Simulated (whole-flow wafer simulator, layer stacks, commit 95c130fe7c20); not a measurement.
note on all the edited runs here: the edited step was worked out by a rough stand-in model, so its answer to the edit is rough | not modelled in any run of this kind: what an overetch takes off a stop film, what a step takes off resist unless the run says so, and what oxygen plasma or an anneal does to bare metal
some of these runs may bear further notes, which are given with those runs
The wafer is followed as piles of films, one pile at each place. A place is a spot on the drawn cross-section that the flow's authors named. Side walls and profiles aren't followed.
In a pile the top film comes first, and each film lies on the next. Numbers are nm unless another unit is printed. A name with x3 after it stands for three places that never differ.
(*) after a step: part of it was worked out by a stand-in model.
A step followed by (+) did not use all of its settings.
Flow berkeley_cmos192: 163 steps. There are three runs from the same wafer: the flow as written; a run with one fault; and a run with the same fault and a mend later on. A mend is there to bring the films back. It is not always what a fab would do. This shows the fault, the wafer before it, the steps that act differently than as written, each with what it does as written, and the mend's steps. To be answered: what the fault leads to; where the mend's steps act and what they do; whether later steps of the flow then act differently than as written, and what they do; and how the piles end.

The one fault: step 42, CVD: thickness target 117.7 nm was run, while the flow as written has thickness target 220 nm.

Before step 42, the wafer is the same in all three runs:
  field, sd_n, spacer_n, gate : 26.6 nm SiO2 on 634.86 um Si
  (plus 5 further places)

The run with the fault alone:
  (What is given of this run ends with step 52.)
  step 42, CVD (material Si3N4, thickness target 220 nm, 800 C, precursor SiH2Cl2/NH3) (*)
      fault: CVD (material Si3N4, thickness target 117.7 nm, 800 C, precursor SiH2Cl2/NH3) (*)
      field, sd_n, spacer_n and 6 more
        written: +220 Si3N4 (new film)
        fault: +117.7 Si3N4 (new film)
  Steps later in the flow that act otherwise than as written:
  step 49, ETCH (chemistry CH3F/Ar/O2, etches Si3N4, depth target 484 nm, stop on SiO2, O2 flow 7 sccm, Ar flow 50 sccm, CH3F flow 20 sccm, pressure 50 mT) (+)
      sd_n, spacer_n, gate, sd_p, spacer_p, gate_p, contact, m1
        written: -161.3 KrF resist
        fault: -93.1 KrF resist
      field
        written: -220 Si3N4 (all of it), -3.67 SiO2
        fault: -117.7 Si3N4 (all of it), -3.67 SiO2
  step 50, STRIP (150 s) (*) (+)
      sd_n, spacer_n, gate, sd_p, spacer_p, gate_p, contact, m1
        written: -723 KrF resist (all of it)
        fault: -791.2 KrF resist (all of it)
  The piles after step 52 differ from the flow's at sd_n, spacer_n, gate, sd_p, spacer_p, gate_p, contact, m1 by more than 2% or 0.5 nm, whichever is larger.
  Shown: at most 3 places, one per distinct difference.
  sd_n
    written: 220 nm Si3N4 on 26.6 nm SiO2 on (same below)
    fault: 117.7 nm Si3N4 on 26.6 nm SiO2 on (same below)

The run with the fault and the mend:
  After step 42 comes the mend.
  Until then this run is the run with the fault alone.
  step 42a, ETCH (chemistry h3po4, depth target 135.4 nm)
      field, sd_n, spacer_n and 6 more
        -117.7 Si3N4 (all of it)
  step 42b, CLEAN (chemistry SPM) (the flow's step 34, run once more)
      leaves every film unchanged at each place that is followed
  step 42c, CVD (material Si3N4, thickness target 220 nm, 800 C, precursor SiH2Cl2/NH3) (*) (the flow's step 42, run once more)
      field, sd_n, spacer_n and 6 more
        +220 Si3N4 (new film)
  Later steps of the flow that are run all act as written at every place that is followed.
  At every place that both follow, the piles at the end match the flow's.
